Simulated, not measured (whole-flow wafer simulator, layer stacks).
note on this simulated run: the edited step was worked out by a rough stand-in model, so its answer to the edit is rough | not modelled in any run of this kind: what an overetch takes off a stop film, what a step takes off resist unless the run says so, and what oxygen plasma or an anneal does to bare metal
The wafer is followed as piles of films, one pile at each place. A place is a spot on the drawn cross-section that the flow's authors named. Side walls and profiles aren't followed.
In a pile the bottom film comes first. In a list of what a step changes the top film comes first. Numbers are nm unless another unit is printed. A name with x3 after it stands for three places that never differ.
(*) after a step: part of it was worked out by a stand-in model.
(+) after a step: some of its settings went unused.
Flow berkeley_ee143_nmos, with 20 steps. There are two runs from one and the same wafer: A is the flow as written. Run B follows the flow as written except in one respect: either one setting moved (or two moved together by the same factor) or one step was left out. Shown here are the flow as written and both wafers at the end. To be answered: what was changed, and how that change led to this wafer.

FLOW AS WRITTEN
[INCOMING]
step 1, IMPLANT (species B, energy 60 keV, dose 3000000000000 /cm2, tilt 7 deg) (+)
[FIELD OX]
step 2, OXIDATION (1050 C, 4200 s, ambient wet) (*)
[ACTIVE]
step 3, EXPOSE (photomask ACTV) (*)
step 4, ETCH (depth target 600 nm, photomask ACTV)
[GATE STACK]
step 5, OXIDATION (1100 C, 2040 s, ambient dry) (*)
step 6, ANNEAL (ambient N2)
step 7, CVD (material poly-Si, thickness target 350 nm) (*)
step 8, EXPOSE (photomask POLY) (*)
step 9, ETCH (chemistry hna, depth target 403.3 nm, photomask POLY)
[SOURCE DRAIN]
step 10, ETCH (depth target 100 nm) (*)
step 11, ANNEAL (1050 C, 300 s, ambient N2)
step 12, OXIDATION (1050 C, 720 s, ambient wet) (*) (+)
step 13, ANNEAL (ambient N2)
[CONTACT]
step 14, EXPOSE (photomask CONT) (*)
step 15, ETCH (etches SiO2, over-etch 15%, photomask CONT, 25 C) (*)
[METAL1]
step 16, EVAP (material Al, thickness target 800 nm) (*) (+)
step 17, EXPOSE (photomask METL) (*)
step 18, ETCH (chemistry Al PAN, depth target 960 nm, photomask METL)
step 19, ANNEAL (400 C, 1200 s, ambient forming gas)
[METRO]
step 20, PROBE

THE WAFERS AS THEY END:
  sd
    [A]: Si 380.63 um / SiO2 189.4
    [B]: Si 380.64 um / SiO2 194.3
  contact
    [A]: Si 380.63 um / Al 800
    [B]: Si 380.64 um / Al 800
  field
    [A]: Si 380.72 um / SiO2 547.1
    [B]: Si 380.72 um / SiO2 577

What caused this: step 10, ETCH: depth target 67 nm was run, whereas the flow has depth target 100 nm.

How this came from the change, step by step:
  step 10, ETCH (depth target 100 nm) (*)
      sd, contact: A SiO2 loses 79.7 (all of it) | B SiO2 loses 67
      field: A SiO2 loses 100 | B SiO2 loses 67
  step 12, OXIDATION (1050 C, 720 s, ambient wet) (*) (+)
      sd, contact: A SiO2 gains 189.4 (new film), Si loses 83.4 | B SiO2 gains 181.6, Si loses 79.9
      field: A SiO2 gains 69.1, Si loses 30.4 | B SiO2 gains 66, Si loses 29
  step 15, ETCH (etches SiO2, over-etch 15%, photomask CONT, 25 C) (*)
      contact: A SiO2 loses 189.4 (all of it) | B SiO2 loses 194.3 (all of it)
